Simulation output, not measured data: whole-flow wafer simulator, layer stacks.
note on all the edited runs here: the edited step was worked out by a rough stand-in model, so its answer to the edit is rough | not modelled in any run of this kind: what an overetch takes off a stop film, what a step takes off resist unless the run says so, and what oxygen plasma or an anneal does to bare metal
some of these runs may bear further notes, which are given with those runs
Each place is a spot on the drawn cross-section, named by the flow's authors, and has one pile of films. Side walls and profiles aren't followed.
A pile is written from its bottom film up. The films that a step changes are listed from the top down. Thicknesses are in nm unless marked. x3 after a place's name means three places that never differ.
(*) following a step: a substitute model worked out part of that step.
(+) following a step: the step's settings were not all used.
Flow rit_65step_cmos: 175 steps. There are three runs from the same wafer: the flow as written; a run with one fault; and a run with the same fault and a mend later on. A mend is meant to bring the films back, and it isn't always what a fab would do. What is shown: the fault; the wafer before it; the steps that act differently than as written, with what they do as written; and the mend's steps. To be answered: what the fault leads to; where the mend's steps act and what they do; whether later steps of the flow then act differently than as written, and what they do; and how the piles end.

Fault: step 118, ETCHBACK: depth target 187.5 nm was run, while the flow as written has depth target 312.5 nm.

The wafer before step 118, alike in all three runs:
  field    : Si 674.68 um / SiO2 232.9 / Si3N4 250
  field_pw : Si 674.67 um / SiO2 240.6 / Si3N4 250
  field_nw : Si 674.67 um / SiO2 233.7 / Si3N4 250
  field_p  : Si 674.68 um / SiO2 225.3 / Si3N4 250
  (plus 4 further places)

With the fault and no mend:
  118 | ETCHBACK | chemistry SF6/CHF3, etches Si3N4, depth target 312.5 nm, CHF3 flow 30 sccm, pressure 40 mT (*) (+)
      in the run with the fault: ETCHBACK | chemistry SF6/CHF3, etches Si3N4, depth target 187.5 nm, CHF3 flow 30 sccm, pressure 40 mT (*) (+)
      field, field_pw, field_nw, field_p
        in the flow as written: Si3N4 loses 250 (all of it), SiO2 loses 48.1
        in the run with the fault: Si3N4 loses 187.5
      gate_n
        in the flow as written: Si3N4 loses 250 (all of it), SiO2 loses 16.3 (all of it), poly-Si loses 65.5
        in the run with the fault: Si3N4 loses 187.5
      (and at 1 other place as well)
  Steps later in the flow that act otherwise than as written (4 more steps, not shown, differ only slightly: by at most 2% or 0.5 nm, whichever is larger):
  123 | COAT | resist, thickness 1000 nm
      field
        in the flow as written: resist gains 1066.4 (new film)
        in the run with the fault: resist gains 1044.1 (new film)
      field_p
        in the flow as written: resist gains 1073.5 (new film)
        in the run with the fault: resist gains 1051.2 (new film)
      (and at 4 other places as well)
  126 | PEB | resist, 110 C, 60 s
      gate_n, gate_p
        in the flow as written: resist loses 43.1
        in the run with the fault: resist loses 40.1
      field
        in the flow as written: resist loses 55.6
        in the run with the fault: resist loses 54.3
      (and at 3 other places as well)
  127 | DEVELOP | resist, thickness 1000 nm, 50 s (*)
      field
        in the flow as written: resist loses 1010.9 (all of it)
        in the run with the fault: resist loses 989.9 (all of it)
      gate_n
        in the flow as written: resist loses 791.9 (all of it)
        in the run with the fault: resist loses 739.2 (all of it)
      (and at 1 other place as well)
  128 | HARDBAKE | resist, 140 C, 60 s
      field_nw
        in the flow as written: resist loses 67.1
        in the run with the fault: resist loses 65.7
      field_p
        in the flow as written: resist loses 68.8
        in the run with the fault: resist loses 67.2
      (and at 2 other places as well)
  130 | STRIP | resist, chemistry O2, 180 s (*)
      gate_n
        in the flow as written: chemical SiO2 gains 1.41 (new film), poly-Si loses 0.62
        in the run with the fault: nothing
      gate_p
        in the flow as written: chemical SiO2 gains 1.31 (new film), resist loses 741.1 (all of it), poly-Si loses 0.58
        in the run with the fault: resist loses 691.6 (all of it)
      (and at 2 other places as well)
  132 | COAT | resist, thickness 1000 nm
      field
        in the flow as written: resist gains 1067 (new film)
        in the run with the fault: resist gains 1044.1 (new film)
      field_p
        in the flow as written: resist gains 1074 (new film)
        in the run with the fault: resist gains 1051.2 (new film)
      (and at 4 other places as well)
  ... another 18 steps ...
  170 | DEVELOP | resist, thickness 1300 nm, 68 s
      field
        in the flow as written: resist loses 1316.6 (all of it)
        in the run with the fault: resist loses 1271.6 (all of it)
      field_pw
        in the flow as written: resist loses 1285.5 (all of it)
        in the run with the fault: resist loses 1259.5 (all of it)
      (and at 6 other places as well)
  At field, field_pw, field_nw, field_p, gate_n, gate_p, spacer, spacer_p, the piles at the end differ from the flow's by more than 2% or 0.5 nm, whichever is larger.
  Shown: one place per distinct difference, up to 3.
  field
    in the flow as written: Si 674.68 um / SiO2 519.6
    in the run with the fault: Si 674.68 um / SiO2 232.9 / Si3N4 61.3 / SiO2 363.4
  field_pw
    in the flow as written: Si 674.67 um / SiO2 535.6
    in the run with the fault: Si 674.67 um / SiO2 240.6 / Si3N4 61.3 / SiO2 363.4
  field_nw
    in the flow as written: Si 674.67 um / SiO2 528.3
    in the run with the fault: Si 674.67 um / SiO2 233.7 / Si3N4 61.3 / SiO2 363.4

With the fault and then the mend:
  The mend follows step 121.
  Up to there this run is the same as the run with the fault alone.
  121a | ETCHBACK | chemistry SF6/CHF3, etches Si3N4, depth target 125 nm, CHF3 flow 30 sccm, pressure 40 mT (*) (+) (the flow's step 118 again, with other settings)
      field, field_pw, field_nw, field_p
        Si3N4 loses 62.5 (all of it), SiO2 loses 48.1
      active_n, sd_n, contact, m1
        Si3N4 loses 62.5 (all of it), SiO2 loses 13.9 (all of it)
      active_p, sd_p
        Si3N4 loses 62.5 (all of it), SiO2 loses 13.4 (all of it)
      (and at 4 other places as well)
  None of the later steps of the flow acts differently than as written at any place that is followed.
  The piles end the same as the flow's at every place that both follow.
